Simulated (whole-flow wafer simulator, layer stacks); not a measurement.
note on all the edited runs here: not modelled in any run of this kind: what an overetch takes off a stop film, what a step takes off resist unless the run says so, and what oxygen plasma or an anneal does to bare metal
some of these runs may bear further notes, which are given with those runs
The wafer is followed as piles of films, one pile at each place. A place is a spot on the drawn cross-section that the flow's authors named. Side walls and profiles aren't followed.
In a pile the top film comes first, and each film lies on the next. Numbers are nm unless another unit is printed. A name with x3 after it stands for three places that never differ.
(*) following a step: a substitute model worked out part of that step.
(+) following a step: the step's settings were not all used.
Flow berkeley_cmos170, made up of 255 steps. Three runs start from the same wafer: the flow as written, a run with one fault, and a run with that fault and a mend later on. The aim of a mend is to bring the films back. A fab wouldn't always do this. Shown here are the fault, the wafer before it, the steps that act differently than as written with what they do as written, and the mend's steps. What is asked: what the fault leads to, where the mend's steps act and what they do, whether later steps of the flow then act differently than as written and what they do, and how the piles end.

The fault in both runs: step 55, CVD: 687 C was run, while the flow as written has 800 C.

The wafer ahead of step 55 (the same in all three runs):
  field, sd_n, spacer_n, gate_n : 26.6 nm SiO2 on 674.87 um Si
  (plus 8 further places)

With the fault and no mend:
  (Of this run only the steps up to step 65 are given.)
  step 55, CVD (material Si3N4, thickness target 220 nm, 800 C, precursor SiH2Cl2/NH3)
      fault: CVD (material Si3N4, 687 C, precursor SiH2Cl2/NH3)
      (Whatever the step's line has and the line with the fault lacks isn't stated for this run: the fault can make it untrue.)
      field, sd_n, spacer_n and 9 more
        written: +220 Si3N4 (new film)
        fault: +33.4 Si3N4 (new film)
  Steps further on in the flow that do not act as written:
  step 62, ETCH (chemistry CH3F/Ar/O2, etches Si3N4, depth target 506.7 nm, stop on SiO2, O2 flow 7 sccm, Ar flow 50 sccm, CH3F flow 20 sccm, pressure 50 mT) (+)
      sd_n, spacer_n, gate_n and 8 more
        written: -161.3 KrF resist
        fault: -37 KrF resist
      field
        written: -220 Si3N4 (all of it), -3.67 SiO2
        fault: -33.4 Si3N4 (all of it), -3.67 SiO2
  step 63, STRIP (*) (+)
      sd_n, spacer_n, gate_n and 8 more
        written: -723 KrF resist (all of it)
        fault: -847.4 KrF resist (all of it)
  After step 65, at sd_n, spacer_n, gate_n and 8 more, the piles differ from the flow's by more than 2% or 0.5 nm, whichever is larger.
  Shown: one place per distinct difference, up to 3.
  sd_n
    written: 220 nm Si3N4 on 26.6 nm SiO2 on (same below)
    fault: 33.4 nm Si3N4 on 26.6 nm SiO2 on (same below)

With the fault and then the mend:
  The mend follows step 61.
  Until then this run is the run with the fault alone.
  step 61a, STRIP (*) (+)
      sd_n, spacer_n, gate_n and 8 more
        -884.4 KrF resist (all of it)
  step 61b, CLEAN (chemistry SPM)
      leaves every film unchanged at each place that is followed
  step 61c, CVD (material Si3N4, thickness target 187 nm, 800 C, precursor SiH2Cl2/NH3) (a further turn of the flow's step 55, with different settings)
      field, sd_n, spacer_n and 9 more
        +187 Si3N4
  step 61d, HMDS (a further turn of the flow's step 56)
      leaves every film unchanged at each place that is followed
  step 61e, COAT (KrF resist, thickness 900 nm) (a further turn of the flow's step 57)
      field, sd_n, spacer_n and 9 more
        +900 KrF resist (new film)
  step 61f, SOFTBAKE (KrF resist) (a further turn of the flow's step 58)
      leaves every film unchanged at each place that is followed
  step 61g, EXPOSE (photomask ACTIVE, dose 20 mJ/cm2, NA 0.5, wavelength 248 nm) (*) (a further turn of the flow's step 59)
      leaves every film unchanged at each place that is followed
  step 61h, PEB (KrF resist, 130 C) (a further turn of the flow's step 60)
      field, sd_n, spacer_n and 9 more
        -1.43 KrF resist
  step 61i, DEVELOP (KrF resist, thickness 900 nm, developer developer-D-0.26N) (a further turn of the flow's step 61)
      sd_n, spacer_n, gate_n and 8 more
        -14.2 KrF resist
      field
        -898.6 KrF resist (all of it)
  Later steps of the flow that are run all act as written at every place that is followed, up to a difference of at most 2% or 0.5 nm, whichever is larger.
  When the end is reached, the piles differ only a little from the flow's at the places that both follow, at most by 2% or 0.5 nm, whichever is larger.
